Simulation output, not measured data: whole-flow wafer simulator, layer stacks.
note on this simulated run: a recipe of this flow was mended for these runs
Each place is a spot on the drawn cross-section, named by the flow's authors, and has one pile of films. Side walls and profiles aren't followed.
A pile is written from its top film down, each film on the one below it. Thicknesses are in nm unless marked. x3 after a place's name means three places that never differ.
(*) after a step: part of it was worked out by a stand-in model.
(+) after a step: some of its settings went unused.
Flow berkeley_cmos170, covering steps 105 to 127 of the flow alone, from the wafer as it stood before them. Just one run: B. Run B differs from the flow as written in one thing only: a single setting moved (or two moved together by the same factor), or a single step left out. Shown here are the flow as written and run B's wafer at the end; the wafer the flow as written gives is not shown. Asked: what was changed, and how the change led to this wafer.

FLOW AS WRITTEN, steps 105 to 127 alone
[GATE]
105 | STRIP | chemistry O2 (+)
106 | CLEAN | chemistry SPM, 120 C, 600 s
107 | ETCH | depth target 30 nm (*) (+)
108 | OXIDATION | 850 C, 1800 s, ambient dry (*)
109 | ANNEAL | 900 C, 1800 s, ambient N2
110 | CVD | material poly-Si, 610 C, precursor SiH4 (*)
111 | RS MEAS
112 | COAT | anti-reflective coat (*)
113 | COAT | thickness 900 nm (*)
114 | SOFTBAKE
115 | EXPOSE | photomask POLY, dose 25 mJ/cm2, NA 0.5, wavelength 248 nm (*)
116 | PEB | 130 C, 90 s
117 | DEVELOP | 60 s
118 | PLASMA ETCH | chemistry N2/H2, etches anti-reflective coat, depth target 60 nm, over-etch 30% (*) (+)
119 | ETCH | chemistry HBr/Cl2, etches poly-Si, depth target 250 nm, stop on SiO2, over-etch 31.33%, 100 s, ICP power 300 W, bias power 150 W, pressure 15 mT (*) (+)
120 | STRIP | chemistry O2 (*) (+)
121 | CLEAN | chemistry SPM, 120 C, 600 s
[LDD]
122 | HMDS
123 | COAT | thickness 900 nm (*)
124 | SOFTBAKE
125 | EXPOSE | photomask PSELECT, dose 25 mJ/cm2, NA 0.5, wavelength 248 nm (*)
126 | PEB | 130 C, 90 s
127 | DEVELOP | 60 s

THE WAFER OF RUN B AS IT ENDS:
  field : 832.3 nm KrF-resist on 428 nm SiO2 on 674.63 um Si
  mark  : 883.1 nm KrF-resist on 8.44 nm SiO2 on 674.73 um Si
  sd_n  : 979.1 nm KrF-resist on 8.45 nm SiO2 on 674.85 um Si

What caused this: step 108, OXIDATION: 2448 s was run, though the flow has 1800 s.

The path from the change to this, step by step:
  108 | OXIDATION | 850 C, 1800 s, ambient dry (*)
      mark, sd_n, spacer_n and 9 more: +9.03 SiO2 (new film), -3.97 Si (as written it would have been: +7.48 SiO2 (new film), -3.29 Si)
